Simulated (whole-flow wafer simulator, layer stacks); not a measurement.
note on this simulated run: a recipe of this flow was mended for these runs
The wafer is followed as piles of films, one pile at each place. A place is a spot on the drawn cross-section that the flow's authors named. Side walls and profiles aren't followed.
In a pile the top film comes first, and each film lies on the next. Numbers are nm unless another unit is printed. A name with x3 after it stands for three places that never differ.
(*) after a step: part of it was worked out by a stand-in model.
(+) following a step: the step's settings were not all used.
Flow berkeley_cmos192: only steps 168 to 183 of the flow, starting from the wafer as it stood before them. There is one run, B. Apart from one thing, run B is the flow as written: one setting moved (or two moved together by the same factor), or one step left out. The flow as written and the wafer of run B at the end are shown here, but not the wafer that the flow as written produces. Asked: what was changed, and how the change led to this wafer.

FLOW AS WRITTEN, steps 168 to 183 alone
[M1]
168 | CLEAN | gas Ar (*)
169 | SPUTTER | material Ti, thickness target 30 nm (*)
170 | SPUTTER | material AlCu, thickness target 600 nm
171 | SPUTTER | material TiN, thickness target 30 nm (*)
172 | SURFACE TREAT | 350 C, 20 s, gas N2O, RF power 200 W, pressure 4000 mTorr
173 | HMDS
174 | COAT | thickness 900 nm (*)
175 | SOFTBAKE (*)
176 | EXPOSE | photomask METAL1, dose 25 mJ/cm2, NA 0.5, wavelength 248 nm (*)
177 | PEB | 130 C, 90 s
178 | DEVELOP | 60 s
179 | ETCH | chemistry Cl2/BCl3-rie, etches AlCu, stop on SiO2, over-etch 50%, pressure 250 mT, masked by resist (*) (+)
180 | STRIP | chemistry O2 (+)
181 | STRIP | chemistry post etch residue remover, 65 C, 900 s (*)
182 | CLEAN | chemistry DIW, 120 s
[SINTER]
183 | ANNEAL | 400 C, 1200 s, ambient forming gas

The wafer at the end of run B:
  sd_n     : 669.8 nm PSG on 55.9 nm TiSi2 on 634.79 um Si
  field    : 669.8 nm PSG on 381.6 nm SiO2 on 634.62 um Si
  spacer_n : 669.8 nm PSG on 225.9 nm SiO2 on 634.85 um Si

What caused this: step 179, ETCH: over-etch 30% was run, while the flow as written has over-etch 50%.

Step by step, how the change led to this:
  179 | ETCH | chemistry Cl2/BCl3-rie, etches AlCu, stop on SiO2, over-etch 50%, pressure 250 mT, masked by resist (*) (+)
      field, sd_n, spacer_n, gate, spacer_p, gate_p: TiN loses 30 (all of it), AlCu loses 600 (all of it), Ti loses 30 (all of it), PSG loses 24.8 (in the flow as written it would be: TiN loses 30 (all of it), AlCu loses 600 (all of it), Ti loses 30 (all of it), PSG loses 41.2)
      contact, m1: KrF-resist loses 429 (in the flow as written it would be: KrF-resist loses 495)
      (and at 1 other place as well)
  180 | STRIP | chemistry O2 (+)
      contact: KrF-resist loses 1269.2 (all of it) (in the flow as written it would be: KrF-resist loses 1203.2 (all of it))
      m1: KrF-resist loses 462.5 (all of it) (in the flow as written it would be: KrF-resist loses 396.5 (all of it))
